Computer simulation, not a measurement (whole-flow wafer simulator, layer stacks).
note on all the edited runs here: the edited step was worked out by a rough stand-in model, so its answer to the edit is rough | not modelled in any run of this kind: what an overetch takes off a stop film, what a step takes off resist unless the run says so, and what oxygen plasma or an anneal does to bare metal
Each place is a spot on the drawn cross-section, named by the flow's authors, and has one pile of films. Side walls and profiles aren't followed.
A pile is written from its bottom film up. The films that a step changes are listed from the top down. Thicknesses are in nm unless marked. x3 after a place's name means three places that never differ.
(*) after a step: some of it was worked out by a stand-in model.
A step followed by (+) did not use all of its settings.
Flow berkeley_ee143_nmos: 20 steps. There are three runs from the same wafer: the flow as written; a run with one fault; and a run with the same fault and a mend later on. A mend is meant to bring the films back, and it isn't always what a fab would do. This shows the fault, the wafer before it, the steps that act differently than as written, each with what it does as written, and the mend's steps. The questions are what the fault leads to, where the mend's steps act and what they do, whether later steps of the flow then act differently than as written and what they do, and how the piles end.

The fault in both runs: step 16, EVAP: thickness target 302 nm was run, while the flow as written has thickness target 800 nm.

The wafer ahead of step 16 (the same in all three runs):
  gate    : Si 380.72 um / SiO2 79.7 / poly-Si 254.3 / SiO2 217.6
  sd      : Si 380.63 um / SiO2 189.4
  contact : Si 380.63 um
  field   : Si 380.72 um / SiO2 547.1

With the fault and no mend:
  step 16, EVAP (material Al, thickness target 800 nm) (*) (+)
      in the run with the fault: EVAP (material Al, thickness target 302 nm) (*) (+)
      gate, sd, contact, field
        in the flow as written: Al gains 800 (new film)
        in the run with the fault: Al gains 302 (new film)
  Steps further on in the flow that do not act as written:
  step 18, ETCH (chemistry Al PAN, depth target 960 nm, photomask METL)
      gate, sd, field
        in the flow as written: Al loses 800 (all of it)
        in the run with the fault: Al loses 302 (all of it)
  By the end, the piles at contact depart from the flow's by more than 2% or 0.5 nm, whichever is larger.
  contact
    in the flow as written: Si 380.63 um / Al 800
    in the run with the fault: Si 380.63 um / Al 302

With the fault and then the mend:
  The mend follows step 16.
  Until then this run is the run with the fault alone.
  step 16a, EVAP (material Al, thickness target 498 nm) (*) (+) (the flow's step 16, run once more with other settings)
      gate, sd, contact, field
        Al gains 498
  None of the later steps of the flow acts differently than as written at any place that is followed.
  At every place that both follow, the piles at the end match the flow's.
